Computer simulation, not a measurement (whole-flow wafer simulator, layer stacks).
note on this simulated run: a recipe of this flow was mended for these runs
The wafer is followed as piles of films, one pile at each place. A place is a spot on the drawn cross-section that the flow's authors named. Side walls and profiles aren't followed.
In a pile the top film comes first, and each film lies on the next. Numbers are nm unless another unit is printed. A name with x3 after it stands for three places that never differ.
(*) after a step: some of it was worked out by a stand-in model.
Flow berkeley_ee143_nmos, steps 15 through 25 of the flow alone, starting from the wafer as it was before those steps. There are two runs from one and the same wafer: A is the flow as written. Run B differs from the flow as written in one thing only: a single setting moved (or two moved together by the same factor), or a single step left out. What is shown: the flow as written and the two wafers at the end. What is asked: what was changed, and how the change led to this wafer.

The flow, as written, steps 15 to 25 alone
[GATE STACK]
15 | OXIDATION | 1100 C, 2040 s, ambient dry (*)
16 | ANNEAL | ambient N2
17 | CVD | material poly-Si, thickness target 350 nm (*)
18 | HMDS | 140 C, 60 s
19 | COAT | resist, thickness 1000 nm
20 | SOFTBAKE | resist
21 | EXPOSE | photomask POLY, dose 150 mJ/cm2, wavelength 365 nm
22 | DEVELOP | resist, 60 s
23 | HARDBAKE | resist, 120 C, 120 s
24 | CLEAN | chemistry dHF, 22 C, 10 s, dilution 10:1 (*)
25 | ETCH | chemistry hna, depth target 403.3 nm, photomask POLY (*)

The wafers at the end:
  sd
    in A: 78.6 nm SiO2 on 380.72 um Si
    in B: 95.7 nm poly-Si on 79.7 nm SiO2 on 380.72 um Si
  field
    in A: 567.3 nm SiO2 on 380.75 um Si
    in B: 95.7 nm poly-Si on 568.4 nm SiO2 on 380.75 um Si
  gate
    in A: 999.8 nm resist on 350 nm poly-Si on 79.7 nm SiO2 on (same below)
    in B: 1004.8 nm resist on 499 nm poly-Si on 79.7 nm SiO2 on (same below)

What caused this: step 17, CVD: thickness target 499 nm was run, whereas the flow has thickness target 350 nm.
One can read it off the wafer: gate has poly-Si 499, and step 17 as written asks for 350 nm.

The path from the change to this, step by step:
  17 | CVD | material poly-Si, thickness target 350 nm (*)
      gate, sd, contact, field: A poly-Si gains 350 (new film) | B poly-Si gains 499 (new film)
  25 | ETCH | chemistry hna, depth target 403.3 nm, photomask POLY (*)
      sd, contact, field: A poly-Si loses 350 (all of it), SiO2 loses 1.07 | B poly-Si loses 403.3
